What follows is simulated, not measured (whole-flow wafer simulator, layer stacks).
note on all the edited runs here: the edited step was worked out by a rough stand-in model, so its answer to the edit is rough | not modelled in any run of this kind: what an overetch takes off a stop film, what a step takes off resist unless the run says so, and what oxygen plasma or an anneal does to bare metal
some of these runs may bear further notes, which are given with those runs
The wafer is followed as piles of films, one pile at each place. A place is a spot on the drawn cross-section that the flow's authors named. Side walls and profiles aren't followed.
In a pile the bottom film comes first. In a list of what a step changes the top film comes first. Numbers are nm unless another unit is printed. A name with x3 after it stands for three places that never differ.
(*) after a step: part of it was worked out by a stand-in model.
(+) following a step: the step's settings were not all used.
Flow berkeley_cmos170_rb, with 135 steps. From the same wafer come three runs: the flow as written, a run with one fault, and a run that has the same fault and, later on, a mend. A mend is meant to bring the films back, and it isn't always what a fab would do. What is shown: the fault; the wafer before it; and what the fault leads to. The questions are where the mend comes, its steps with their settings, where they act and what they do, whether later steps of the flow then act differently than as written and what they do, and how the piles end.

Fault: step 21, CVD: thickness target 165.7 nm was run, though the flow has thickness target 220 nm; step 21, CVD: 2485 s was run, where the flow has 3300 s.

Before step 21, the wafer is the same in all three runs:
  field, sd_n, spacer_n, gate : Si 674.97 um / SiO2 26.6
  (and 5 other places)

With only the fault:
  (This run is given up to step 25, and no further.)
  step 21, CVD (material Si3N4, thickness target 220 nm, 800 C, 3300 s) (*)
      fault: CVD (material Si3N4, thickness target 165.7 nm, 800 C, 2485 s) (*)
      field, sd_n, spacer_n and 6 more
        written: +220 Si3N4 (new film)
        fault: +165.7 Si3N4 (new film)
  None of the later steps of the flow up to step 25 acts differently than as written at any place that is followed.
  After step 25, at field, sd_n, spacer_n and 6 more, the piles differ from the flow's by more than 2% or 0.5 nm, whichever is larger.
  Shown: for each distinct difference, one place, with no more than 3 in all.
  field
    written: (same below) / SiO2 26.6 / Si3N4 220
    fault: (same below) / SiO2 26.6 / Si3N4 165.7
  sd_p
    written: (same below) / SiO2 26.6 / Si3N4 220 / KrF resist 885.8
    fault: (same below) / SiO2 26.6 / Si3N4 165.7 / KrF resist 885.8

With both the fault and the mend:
  The mend stands after step 25.
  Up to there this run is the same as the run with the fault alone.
  step 25a, STRIP (*) (+)
      sd_p, spacer_p, gate_p, m1
        -885.8 KrF resist (all of it)
  step 25b, CLEAN (*) (a further turn of the flow's step 18)
      leaves every film unchanged at each place that is followed
  step 25c, CVD (material Si3N4, thickness target 54.34 nm, 800 C, 815 s) (*) (a further turn of the flow's step 21, with different settings)
      field, sd_n, spacer_n and 6 more
        +54.3 Si3N4
  step 25d, COAT (KrF resist, thickness 900 nm) (a further turn of the flow's step 22)
      field, sd_n, spacer_n and 6 more
        +900 KrF resist (new film)
  step 25e, EXPOSE (photomask PWELL) (a further turn of the flow's step 23)
      leaves every film unchanged at each place that is followed
  step 25f, PEB (130 C, 60 s) (*) (a further turn of the flow's step 24)
      leaves every film unchanged at each place that is followed
  step 25g, DEVELOP (developer developer-D-0.26N, 45 s) (a further turn of the flow's step 25)
      field, sd_n, spacer_n, gate, contact
        -900 KrF resist (all of it)
      sd_p, spacer_p, gate_p, m1
        -14.2 KrF resist
  None of the later steps of the flow differs from how it acts as written, at any place that is followed, by more than 2% or 0.5 nm, whichever is larger.
  The piles end the same as the flow's at every place that both follow.
